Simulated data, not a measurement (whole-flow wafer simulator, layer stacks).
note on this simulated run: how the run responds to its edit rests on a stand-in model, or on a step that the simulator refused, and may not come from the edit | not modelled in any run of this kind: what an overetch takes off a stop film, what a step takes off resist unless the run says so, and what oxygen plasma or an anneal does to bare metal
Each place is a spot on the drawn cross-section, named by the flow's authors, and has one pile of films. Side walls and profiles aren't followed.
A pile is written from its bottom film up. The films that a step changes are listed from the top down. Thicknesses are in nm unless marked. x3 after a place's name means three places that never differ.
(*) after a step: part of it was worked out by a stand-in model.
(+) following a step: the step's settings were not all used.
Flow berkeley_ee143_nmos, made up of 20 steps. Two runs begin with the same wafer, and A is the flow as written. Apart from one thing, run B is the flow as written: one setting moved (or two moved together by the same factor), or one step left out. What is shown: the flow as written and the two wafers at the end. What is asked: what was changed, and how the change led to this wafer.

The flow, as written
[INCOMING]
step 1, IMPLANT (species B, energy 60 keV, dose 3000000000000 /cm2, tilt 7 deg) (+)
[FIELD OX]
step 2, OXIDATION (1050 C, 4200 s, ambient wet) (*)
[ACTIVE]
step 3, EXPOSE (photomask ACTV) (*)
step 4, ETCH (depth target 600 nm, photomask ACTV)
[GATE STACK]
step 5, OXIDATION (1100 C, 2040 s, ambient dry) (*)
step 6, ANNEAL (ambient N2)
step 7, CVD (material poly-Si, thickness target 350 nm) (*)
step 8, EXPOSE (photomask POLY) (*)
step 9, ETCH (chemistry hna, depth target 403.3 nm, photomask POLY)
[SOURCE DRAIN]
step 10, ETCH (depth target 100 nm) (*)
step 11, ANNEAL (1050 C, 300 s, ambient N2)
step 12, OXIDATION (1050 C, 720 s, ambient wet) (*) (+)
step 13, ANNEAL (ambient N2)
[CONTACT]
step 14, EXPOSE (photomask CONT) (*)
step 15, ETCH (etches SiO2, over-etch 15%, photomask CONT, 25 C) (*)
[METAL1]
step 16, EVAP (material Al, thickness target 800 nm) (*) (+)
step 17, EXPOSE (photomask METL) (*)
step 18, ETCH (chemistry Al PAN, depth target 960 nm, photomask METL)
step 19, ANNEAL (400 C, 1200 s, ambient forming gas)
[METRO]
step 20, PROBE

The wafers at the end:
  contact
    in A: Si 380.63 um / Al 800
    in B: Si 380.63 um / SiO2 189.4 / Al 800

The reason: step 15, ETCH: etches SiO2, over-etch 15%, photomask CONT, 25 C (*), was not run.

How this came from the change, step by step:
  (no step that both runs have acts differently)
